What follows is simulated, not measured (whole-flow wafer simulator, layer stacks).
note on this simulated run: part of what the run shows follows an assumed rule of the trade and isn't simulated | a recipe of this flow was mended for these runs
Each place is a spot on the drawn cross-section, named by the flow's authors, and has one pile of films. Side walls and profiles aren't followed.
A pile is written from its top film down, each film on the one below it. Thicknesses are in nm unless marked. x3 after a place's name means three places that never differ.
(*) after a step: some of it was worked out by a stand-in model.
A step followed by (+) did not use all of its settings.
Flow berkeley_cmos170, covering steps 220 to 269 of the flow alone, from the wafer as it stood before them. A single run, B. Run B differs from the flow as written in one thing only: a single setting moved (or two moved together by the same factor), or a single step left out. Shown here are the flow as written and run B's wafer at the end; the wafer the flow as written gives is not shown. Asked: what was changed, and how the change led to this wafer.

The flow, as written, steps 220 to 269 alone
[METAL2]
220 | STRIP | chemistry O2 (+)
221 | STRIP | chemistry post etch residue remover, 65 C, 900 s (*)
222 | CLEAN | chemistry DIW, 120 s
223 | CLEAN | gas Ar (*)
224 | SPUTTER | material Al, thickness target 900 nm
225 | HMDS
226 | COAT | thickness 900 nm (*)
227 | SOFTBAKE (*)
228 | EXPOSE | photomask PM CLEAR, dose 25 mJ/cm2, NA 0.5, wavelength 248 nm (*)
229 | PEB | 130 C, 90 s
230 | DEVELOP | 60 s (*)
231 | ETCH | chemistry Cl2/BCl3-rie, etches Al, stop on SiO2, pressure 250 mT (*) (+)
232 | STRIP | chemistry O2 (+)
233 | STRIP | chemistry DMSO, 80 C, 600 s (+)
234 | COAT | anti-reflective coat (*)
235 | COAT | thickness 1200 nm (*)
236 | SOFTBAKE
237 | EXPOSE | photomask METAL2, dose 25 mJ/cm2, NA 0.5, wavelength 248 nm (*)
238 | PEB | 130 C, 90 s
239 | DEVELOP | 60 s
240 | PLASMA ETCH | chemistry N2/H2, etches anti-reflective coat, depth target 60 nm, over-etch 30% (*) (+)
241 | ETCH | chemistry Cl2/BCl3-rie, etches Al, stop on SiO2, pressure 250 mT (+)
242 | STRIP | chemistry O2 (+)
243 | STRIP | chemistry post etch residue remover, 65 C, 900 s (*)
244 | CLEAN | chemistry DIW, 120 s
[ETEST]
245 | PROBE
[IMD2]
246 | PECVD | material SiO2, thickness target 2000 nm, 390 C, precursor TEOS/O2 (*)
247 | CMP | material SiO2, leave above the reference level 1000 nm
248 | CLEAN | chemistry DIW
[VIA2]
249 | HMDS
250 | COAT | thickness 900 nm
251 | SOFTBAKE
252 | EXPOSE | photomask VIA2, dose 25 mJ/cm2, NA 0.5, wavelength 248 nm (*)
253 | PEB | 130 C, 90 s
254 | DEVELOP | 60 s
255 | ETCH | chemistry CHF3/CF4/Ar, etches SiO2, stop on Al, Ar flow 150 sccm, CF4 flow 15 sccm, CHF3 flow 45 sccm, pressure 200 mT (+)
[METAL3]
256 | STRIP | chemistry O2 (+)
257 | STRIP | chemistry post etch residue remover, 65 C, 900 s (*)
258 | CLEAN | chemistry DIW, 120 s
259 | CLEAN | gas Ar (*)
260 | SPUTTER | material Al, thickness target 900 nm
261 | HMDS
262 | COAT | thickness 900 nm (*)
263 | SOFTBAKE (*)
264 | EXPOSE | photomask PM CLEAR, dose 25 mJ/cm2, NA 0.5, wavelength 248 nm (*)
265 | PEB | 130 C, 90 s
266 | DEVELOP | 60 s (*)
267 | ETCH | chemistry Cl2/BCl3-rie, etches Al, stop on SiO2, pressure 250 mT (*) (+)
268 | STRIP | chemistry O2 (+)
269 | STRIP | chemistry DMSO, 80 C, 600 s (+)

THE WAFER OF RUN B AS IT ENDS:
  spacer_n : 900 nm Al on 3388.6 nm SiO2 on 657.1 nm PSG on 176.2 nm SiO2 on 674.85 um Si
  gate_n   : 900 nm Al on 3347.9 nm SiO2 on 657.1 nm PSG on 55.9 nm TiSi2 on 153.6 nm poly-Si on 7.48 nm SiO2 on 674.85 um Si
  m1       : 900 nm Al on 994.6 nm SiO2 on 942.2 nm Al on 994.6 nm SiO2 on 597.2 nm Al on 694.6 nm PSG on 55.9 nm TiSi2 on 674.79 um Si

What caused this: step 224, SPUTTER: thickness target 945 nm was run, though the flow has thickness target 900 nm.

How this came from the change, step by step:
  224 | SPUTTER | material Al, thickness target 900 nm
      field, mark, sd_n and 9 more: Al gains 945 (new film) (in the flow as written it would be: Al gains 900 (new film))
      via1: Al gains 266 (in the flow as written it would be: Al gains 259.4)
  231 | ETCH | chemistry Cl2/BCl3-rie, etches Al, stop on SiO2, pressure 250 mT (*) (+)
      field, sd_n, spacer_n and 9 more: KrF-resist loses 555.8 (in the flow as written it would be: KrF-resist loses 533.3)
      mark: Al loses 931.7 (all of it), SiO2 loses 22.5 (in the flow as written it would be: Al loses 886.7 (all of it), SiO2 loses 22.5)
  232 | STRIP | chemistry O2 (+)
      field, spacer_n, gate_n: KrF-resist loses 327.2 (all of it) (in the flow as written it would be: KrF-resist loses 349.7 (all of it))
      spacer_p, gate_p: KrF-resist loses 326.9 (all of it) (in the flow as written it would be: KrF-resist loses 349.4 (all of it))
      (as well as at 6 more places)
  234 | COAT | anti-reflective coat (*)
      via1: anti-reflective coat gains 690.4 (new film) (in the flow as written it would be: anti-reflective coat gains 671.1 (new film))
  241 | ETCH | chemistry Cl2/BCl3-rie, etches Al, stop on SiO2, pressure 250 mT (+)
      field, sd_n, spacer_n, gate_n, sd_p, spacer_p, gate_p: Al loses 945 (all of it), SiO2 loses 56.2 (in the flow as written it would be: Al loses 900 (all of it), SiO2 loses 56.2)
      contact, m1, via1, m2, via2: KrF-resist loses 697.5 (in the flow as written it would be: KrF-resist loses 675)
      (as well as at 1 more place)
  242 | STRIP | chemistry O2 (+)
      contact: KrF-resist loses 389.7 (all of it), anti-reflective coat loses 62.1 (all of it) (in the flow as written it would be: KrF-resist loses 412 (all of it), anti-reflective coat loses 62.1 (all of it))
      m1: KrF-resist loses 411.7 (all of it), anti-reflective coat loses 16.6 (all of it) (in the flow as written it would be: KrF-resist loses 433.1 (all of it), anti-reflective coat loses 16.6 (all of it))
      (as well as at 3 more places)
  246 | PECVD | material SiO2, thickness target 2000 nm, 390 C, precursor TEOS/O2 (*)
      via1: SiO2 gains 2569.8 (new film), void gains 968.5 (new film), SiO2 gains 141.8 (new film) (in the flow as written it would be: SiO2 gains 3103.6 (new film), void gains 387 (new film), SiO2 gains 151 (new film))
  247 | CMP | material SiO2, leave above the reference level 1000 nm
      field, sd_n, spacer_n, gate_n, sd_p, spacer_p, gate_p: SiO2 loses 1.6 (in the flow as written it would be: SiO2 loses 46.6)
